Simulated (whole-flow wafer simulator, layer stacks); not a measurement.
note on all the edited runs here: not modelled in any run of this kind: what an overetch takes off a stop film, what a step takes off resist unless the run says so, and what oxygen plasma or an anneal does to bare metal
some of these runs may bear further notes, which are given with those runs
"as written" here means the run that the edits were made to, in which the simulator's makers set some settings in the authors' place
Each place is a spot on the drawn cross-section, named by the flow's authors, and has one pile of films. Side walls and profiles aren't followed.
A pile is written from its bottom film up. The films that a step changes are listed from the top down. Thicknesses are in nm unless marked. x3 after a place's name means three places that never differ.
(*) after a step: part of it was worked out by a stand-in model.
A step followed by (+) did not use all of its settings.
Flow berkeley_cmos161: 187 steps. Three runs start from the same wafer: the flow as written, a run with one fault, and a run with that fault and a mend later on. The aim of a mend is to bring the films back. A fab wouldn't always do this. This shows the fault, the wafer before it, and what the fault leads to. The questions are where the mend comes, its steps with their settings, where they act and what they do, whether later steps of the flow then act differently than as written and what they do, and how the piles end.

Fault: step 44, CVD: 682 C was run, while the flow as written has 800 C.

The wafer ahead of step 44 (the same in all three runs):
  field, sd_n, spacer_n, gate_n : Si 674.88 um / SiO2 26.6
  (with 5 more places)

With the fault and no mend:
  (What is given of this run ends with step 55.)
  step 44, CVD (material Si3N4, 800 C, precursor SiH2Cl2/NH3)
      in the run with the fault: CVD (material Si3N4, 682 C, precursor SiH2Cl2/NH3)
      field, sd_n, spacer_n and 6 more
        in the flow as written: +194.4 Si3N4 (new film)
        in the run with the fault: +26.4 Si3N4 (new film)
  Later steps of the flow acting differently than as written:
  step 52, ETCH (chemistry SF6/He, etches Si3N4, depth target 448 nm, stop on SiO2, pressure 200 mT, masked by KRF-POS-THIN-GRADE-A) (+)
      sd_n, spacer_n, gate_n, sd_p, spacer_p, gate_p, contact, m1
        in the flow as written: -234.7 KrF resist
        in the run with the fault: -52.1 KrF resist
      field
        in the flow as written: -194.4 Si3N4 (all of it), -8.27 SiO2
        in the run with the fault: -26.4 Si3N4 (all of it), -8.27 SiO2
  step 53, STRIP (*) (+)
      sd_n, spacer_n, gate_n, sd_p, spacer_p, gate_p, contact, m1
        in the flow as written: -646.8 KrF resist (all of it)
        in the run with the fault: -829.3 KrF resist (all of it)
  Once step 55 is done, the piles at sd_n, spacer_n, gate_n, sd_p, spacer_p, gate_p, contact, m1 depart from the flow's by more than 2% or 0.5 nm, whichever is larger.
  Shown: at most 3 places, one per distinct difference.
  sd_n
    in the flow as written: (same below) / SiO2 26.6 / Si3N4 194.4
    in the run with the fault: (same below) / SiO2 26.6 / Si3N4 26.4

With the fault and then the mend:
  The mend follows step 44.
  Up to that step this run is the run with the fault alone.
  step 44a, ETCH (chemistry h3po4, depth target 30.41 nm)
      field, sd_n, spacer_n and 6 more
        -26.4 Si3N4 (all of it)
  step 44b, CLEAN (chemistry SPM) (the flow's step 36, run once more)
      alters no film at any place that is followed
  step 44c, CVD (material Si3N4, 800 C, precursor SiH2Cl2/NH3) (the flow's step 44, run once more)
      field, sd_n, spacer_n and 6 more
        +194.4 Si3N4 (new film)
  Every later step of the flow that is run acts as written at every place that is followed.
  The piles end the same as the flow's at every place that both follow.
